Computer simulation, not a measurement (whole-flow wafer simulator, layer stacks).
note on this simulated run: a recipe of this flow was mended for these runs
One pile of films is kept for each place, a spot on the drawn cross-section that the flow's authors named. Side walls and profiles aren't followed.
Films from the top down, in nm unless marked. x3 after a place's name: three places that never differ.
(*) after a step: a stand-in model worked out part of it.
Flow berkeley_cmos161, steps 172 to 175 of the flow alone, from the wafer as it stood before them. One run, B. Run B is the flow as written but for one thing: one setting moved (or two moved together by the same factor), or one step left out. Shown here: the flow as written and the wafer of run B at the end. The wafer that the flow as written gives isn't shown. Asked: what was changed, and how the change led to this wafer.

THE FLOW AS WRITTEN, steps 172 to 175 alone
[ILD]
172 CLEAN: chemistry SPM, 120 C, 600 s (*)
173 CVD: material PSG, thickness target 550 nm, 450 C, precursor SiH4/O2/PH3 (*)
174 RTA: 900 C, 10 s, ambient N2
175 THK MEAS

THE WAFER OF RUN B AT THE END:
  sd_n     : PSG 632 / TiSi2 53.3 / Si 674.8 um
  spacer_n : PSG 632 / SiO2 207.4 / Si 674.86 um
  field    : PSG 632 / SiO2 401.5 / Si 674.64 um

The cause: step 173, CVD: thickness target 632 nm was run, where the flow has thickness target 550 nm.
It can be read off the wafer: sd_n has PSG 632, and step 173 as written asks for 550 nm.

How the change led to this, step by step:
  173 CVD: material PSG, thickness target 550 nm, 450 C, precursor SiH4/O2/PH3 (*)
      field, sd_n, spacer_n, gate_n, spacer_p, gate_p, contact x2: PSG +632 (new film) (as written it would be: PSG +550 (new film))
      sd_p: PSG +599 (new film) (as written it would be: PSG +522.4 (new film))
